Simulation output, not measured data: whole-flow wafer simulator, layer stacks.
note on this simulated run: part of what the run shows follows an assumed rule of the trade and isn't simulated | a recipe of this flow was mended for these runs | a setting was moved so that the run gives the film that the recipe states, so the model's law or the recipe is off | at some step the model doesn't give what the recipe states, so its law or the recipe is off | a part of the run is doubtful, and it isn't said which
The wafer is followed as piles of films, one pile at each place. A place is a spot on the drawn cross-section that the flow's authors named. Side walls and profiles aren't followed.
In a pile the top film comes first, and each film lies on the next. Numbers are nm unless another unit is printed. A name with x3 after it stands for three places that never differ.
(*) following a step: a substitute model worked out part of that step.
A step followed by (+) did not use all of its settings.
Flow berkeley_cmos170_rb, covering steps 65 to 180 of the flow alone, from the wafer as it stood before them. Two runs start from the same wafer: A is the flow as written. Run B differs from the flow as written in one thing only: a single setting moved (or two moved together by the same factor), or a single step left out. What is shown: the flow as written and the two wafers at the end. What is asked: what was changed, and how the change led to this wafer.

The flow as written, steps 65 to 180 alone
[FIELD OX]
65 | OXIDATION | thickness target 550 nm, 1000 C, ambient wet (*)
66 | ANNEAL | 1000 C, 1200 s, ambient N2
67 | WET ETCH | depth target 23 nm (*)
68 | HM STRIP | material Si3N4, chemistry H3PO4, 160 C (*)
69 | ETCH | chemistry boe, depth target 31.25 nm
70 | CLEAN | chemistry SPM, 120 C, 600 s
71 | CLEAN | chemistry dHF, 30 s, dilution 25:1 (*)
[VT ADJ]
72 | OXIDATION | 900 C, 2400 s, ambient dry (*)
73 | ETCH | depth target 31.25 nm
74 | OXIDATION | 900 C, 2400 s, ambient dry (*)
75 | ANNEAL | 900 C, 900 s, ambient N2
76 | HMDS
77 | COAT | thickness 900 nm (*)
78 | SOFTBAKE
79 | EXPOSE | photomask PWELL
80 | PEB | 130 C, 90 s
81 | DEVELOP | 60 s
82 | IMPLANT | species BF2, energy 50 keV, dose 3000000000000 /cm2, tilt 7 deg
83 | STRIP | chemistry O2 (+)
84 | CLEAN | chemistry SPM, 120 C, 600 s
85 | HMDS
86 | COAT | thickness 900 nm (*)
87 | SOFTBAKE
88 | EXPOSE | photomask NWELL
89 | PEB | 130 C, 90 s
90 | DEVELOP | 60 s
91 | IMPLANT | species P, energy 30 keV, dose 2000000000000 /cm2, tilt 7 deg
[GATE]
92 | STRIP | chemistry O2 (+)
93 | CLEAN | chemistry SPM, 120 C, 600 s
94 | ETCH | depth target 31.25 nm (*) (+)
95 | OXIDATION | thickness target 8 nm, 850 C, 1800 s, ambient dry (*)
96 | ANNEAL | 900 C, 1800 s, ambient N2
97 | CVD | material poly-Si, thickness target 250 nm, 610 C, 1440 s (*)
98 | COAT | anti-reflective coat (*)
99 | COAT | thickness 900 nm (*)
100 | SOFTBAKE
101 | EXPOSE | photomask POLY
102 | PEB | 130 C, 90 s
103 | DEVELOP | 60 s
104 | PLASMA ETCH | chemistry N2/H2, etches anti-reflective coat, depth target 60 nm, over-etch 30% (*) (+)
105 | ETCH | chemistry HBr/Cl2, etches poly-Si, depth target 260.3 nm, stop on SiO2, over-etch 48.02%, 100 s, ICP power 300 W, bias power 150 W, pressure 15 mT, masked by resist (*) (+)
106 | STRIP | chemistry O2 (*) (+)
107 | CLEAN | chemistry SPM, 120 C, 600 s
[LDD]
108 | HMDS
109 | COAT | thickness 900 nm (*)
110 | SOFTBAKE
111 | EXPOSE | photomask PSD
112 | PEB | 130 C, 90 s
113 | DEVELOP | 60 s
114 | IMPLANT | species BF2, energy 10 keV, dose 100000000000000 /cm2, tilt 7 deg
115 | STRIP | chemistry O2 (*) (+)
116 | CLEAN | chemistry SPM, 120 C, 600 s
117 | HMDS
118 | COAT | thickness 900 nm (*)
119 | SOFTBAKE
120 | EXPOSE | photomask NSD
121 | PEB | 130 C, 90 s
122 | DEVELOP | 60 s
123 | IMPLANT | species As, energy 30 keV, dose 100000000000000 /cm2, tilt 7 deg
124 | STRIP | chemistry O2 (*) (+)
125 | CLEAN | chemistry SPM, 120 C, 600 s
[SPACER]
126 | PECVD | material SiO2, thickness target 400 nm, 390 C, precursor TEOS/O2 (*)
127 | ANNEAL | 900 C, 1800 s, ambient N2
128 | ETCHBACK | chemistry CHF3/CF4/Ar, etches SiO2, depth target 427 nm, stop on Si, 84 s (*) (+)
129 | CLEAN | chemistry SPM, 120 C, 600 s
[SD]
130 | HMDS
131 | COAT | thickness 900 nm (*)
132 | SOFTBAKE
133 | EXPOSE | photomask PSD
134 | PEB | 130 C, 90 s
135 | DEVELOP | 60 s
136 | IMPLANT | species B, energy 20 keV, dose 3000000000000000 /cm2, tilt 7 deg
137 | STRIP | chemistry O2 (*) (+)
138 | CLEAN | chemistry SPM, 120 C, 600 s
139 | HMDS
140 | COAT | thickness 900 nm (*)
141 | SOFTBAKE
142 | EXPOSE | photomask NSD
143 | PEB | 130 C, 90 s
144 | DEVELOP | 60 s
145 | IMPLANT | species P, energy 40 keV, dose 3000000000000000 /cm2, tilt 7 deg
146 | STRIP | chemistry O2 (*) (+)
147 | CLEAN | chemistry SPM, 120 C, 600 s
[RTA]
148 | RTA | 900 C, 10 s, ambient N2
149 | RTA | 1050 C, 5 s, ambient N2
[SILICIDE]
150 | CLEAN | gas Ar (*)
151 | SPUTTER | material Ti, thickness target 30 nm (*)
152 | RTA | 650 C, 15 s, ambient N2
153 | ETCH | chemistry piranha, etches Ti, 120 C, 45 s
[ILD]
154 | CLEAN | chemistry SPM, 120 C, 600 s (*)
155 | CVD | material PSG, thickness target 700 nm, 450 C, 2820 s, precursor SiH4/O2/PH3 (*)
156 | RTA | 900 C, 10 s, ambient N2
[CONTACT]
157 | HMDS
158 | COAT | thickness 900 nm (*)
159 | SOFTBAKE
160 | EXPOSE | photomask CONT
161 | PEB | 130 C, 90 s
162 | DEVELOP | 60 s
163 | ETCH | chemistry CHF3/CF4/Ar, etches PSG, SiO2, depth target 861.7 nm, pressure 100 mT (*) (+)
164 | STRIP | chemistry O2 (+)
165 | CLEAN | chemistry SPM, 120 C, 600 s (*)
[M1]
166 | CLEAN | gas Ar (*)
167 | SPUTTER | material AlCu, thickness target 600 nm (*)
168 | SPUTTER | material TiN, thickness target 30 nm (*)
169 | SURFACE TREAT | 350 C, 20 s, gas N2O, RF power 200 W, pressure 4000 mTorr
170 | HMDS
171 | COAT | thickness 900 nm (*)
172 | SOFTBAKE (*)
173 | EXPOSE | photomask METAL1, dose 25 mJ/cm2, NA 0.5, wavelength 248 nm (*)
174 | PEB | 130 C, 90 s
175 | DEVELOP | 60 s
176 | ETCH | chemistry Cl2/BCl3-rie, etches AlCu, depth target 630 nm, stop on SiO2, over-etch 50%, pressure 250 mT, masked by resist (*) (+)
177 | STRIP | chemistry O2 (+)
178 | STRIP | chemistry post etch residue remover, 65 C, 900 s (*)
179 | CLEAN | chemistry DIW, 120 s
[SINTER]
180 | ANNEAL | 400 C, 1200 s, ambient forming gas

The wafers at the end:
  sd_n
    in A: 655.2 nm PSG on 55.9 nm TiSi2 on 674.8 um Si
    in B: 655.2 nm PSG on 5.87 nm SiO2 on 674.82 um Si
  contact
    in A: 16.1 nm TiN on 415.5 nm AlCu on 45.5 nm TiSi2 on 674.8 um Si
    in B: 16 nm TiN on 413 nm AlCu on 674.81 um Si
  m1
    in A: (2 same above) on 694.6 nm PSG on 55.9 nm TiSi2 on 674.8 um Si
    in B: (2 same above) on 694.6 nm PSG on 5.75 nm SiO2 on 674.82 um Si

The reason: step 72, OXIDATION: ambient wet was run, whereas the flow has ambient dry.

How this came from the change, step by step:
  72 | OXIDATION | 900 C, 2400 s, ambient dry (*)
      sd_n, spacer_n, gate, sd_p, spacer_p, gate_p, contact, m1: A SiO2 gains 15 (new film), Si loses 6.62 | B SiO2 gains 95 (new film), Si loses 41.8
      field: A SiO2 gains 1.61, Si loses 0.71 | B SiO2 gains 52.9, Si loses 23.3
  73 | ETCH | depth target 31.25 nm
      sd_n, spacer_n, gate, sd_p, spacer_p, gate_p, contact, m1: A SiO2 loses 15 (all of it) | B SiO2 loses 31.3
  74 | OXIDATION | 900 C, 2400 s, ambient dry (*)
      sd_n, spacer_n, gate, sd_p, spacer_p, gate_p, contact, m1: A SiO2 gains 15 (new film), Si loses 6.62 | B SiO2 gains 5.24, Si loses 2.3
  94 | ETCH | depth target 31.25 nm (*) (+)
      sd_n, spacer_n, gate, sd_p, spacer_p, gate_p, contact, m1: A SiO2 loses 15 (all of it) | B SiO2 loses 31.2
  95 | OXIDATION | thickness target 8 nm, 850 C, 1800 s, ambient dry (*)
      sd_n, spacer_n, gate, sd_p, spacer_p, gate_p, contact, m1: A SiO2 gains 7.53 (new film), Si loses 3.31 | B SiO2 gains 2.02, Si loses 0.89
  98 | COAT | anti-reflective coat (*)
      field: A anti-reflective coat gains 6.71 (new film) | B anti-reflective coat gains 7.23 (new film)
      sd_n: A anti-reflective coat gains 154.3 (new film) | B anti-reflective coat gains 171.8 (new film)
      (also at 7 further places)
  99 | COAT | thickness 900 nm (*)
      gate: A KrF-resist gains 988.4 (new film) | B KrF-resist gains 1008.7 (new film)
      gate_p: A KrF-resist gains 988.4 (new film) | B KrF-resist gains 1008.6 (new film)
  104 | PLASMA ETCH | chemistry N2/H2, etches anti-reflective coat, depth target 60 nm, over-etch 30% (*) (+)
      gate, gate_p: A KrF-resist loses 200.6 | B KrF-resist loses 223.4
      field: A anti-reflective coat loses 6.71 (all of it), poly-Si loses 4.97 | B anti-reflective coat loses 7.23 (all of it), poly-Si loses 5.54
      (also at 6 further places)
  106 | STRIP | chemistry O2 (*) (+)
      gate: A chemical SiO2 gains 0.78 (new film), KrF-resist loses 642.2 (all of it), anti-reflective coat loses 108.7 (all of it), poly-Si loses 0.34 | B chemical SiO2 gains 0.78 (new film), KrF-resist loses 639.6 (all of it), anti-reflective coat loses 111.2 (all of it), poly-Si loses 0.34
      gate_p: A chemical SiO2 gains 0.78 (new film), KrF-resist loses 642.1 (all of it), anti-reflective coat loses 108.6 (all of it), poly-Si loses 0.34 | B chemical SiO2 gains 0.78 (new film), KrF-resist loses 639.6 (all of it), anti-reflective coat loses 111.2 (all of it), poly-Si loses 0.34
  128 | ETCHBACK | chemistry CHF3/CF4/Ar, etches SiO2, depth target 427 nm, stop on Si, 84 s (*) (+)
      sd_n: A SiO2 loses 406 (all of it), Si loses 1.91 | B SiO2 loses 427
      contact: A SiO2 loses 405.8 (all of it), Si loses 1.93 | B SiO2 loses 427
      (also at 2 further places)
  129 | CLEAN | chemistry SPM, 120 C, 600 s
      sd_n, contact, m1: A chemical SiO2 gains 0.8 (new film), Si loses 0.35 | B nothing
  131 | COAT | thickness 900 nm (*)
      sd_n: A KrF-resist gains 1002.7 (new film) | B KrF-resist gains 1028.2 (new film)
      sd_p: A KrF-resist gains 1008.7 (new film) | B KrF-resist gains 1037 (new film)
      (also at 1 further place)
  135 | DEVELOP | 60 s
      sd_p: A KrF-resist loses 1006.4 (all of it) | B KrF-resist loses 1034.7 (all of it)
  137 | STRIP | chemistry O2 (*) (+)
      sd_n: A KrF-resist loses 985.4 (all of it), chemical SiO2 gains 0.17, Si loses 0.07 | B KrF-resist loses 1010.9 (all of it)
      m1: A KrF-resist loses 979.2 (all of it), chemical SiO2 gains 0.17, Si loses 0.07 | B KrF-resist loses 1002.4 (all of it)
  140 | COAT | thickness 900 nm (*)
      sd_n: A KrF-resist gains 1002.3 (new film) | B KrF-resist gains 1028 (new film)
      sd_p: A KrF-resist gains 1008.5 (new film) | B KrF-resist gains 1036.6 (new film)
      (also at 1 further place)
  144 | DEVELOP | 60 s
      sd_n: A KrF-resist loses 1000 (all of it) | B KrF-resist loses 1025.7 (all of it)
      m1: A KrF-resist loses 994 (all of it) | B KrF-resist loses 1017.4 (all of it)
  ... 16 other steps ...
  177 | STRIP | chemistry O2 (+)
      contact: A KrF-resist loses 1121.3 (all of it) | B KrF-resist loses 1153.4 (all of it)
      m1: A KrF-resist loses 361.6 (all of it) | B KrF-resist loses 383.2 (all of it)
